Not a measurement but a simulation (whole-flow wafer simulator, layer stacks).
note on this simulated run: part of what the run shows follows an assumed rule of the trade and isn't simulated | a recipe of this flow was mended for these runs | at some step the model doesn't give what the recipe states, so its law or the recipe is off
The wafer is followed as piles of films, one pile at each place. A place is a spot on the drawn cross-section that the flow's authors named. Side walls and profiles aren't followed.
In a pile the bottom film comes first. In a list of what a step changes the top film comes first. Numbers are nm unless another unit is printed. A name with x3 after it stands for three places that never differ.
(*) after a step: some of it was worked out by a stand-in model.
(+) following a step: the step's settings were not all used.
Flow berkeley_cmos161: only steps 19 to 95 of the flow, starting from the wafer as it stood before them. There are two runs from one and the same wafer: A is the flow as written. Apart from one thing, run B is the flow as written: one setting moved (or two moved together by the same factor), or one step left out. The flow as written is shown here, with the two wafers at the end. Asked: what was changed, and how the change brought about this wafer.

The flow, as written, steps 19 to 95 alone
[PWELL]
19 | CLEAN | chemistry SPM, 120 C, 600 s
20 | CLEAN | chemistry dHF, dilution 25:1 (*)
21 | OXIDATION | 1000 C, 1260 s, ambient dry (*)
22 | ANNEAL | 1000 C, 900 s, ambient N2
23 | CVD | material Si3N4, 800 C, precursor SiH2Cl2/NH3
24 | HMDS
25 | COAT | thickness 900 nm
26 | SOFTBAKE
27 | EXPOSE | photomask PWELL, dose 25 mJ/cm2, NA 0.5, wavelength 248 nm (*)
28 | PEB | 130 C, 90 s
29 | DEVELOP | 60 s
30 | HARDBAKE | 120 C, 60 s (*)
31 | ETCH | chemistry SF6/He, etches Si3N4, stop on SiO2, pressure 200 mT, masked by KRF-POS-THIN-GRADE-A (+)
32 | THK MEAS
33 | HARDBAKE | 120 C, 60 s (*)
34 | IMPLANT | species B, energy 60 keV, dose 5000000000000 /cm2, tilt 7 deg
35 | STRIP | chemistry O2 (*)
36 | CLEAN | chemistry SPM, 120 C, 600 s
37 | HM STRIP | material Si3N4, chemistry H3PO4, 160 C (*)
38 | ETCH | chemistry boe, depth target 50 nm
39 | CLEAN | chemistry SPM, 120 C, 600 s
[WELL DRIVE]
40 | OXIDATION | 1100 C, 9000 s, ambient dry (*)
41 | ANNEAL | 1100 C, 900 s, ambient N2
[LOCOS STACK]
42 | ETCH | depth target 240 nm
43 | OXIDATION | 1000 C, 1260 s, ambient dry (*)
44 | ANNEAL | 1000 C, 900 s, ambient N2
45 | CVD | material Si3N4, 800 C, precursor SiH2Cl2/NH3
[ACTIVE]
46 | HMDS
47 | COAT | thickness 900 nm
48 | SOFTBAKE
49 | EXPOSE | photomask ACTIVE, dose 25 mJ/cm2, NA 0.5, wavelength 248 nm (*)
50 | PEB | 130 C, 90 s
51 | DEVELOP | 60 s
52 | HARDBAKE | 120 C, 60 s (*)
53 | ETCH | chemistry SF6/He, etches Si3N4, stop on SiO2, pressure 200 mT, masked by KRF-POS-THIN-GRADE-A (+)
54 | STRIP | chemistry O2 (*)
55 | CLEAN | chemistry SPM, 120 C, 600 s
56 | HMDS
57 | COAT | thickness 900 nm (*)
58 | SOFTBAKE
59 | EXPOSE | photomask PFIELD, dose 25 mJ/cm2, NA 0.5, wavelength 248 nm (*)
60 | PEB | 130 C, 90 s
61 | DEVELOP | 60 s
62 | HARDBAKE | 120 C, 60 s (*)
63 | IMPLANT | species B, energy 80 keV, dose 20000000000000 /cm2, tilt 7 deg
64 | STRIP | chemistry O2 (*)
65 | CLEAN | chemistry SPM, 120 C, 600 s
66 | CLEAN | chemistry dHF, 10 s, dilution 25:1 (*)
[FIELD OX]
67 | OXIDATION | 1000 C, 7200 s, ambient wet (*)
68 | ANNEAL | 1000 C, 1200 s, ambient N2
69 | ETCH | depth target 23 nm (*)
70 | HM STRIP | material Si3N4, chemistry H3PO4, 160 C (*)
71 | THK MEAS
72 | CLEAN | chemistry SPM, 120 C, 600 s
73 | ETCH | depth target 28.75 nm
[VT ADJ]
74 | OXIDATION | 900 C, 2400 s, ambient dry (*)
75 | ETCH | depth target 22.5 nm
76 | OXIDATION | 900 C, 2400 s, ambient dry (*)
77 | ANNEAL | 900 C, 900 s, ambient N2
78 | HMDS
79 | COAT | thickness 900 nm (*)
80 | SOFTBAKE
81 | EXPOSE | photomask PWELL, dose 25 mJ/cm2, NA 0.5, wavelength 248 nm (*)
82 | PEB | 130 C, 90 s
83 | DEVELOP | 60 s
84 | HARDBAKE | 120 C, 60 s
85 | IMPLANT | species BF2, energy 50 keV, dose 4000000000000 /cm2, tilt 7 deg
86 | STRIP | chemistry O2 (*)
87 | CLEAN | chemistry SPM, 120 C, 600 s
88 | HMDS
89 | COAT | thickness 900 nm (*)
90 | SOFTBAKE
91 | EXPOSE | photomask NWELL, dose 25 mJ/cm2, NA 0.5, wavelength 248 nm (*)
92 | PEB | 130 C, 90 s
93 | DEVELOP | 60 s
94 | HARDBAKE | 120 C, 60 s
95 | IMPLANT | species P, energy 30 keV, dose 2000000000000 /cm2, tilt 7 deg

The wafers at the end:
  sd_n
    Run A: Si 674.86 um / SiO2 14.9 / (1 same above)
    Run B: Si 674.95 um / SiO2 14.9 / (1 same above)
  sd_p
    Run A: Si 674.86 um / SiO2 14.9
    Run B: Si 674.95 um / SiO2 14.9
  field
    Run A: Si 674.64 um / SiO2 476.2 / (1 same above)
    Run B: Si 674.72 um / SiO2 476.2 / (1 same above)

Cause: step 40, OXIDATION: 1100 C, 9000 s, ambient dry (*), was omitted.

How this came from the change, step by step:
  42 | ETCH | depth target 240 nm
      field, sd_n, spacer_n and 6 more: A -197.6 SiO2 (all of it) | B -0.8 chemical SiO2 (all of it)
